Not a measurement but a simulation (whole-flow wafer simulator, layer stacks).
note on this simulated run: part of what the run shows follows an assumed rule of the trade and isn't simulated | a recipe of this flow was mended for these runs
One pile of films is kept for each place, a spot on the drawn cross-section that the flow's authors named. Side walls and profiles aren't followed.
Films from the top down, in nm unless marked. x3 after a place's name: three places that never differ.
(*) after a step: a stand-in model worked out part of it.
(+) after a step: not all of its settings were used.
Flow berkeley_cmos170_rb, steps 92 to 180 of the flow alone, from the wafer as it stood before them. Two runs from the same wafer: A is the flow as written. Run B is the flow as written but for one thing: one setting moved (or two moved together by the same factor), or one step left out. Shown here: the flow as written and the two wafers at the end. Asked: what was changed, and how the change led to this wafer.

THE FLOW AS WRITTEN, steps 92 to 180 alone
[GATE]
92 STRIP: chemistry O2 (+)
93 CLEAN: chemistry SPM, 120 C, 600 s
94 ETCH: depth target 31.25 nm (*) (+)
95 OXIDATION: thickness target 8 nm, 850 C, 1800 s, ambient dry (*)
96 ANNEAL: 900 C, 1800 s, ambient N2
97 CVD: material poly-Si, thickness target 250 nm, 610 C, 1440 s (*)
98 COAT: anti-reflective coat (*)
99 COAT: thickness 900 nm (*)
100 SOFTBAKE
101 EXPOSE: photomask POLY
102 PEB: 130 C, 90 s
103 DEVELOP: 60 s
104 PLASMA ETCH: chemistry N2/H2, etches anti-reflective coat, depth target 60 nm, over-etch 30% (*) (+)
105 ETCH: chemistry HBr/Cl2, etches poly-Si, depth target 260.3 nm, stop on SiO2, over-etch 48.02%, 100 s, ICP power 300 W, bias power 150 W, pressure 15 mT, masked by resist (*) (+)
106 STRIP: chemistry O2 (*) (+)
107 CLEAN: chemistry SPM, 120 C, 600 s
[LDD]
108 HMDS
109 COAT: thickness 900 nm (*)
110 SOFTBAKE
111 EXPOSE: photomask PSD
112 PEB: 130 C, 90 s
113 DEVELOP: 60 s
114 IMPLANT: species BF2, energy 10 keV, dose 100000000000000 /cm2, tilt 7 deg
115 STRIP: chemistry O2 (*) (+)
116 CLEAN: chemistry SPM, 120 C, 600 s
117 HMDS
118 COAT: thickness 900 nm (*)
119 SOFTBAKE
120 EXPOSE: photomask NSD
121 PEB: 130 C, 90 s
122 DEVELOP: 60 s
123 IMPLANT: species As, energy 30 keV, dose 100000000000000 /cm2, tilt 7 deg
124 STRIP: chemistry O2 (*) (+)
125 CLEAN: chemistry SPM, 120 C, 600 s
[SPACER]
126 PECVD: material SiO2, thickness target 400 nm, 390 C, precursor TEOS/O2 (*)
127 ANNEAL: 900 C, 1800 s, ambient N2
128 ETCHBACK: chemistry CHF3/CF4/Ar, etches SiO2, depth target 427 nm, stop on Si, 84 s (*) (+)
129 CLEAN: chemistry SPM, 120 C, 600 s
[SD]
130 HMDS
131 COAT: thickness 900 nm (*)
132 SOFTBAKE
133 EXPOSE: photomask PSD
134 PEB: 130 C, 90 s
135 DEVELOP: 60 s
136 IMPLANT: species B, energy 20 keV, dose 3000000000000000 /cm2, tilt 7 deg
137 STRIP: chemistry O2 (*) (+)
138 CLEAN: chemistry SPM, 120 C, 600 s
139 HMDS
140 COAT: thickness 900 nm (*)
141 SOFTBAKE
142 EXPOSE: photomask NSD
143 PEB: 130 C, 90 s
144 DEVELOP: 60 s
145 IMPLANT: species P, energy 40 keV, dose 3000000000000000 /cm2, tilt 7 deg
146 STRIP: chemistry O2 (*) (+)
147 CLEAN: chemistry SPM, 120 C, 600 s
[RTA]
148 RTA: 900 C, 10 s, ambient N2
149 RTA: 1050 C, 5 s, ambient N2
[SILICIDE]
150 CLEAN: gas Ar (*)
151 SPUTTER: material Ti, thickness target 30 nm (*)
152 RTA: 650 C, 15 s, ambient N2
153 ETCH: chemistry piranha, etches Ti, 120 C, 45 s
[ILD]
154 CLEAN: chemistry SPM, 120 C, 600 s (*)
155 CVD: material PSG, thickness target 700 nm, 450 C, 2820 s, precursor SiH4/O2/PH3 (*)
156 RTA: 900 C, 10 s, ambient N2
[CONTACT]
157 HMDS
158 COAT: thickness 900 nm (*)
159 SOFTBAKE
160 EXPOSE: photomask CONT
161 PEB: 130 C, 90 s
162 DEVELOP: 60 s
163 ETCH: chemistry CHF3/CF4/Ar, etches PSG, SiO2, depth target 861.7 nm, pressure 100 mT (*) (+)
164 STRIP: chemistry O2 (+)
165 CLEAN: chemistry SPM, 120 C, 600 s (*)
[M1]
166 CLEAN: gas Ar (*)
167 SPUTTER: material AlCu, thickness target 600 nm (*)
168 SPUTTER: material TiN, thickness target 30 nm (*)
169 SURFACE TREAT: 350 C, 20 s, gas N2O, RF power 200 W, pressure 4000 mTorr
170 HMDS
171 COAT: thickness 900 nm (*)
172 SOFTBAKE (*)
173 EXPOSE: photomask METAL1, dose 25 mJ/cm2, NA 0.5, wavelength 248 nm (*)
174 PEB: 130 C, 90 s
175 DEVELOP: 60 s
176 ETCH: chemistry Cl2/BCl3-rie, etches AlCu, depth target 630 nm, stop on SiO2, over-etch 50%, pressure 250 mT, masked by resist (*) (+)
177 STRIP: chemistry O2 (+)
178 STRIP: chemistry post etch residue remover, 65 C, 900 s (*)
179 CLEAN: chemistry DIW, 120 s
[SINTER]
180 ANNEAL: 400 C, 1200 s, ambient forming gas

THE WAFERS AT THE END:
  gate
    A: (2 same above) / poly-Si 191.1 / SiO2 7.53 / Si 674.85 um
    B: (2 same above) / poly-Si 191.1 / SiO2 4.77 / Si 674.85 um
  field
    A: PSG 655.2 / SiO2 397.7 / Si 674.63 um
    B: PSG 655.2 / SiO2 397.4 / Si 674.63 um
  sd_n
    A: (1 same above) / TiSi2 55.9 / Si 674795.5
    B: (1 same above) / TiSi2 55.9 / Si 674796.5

The cause: step 95, OXIDATION: 780 s was run, where the flow has 1800 s.

How the change led to this, step by step:
  95 OXIDATION: thickness target 8 nm, 850 C, 1800 s, ambient dry (*)
      sd_n, spacer_n, gate, sd_p, spacer_p, gate_p, contact, m1: A SiO2 +7.53 (new film), Si -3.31 | B SiO2 +4.77 (new film), Si -2.1
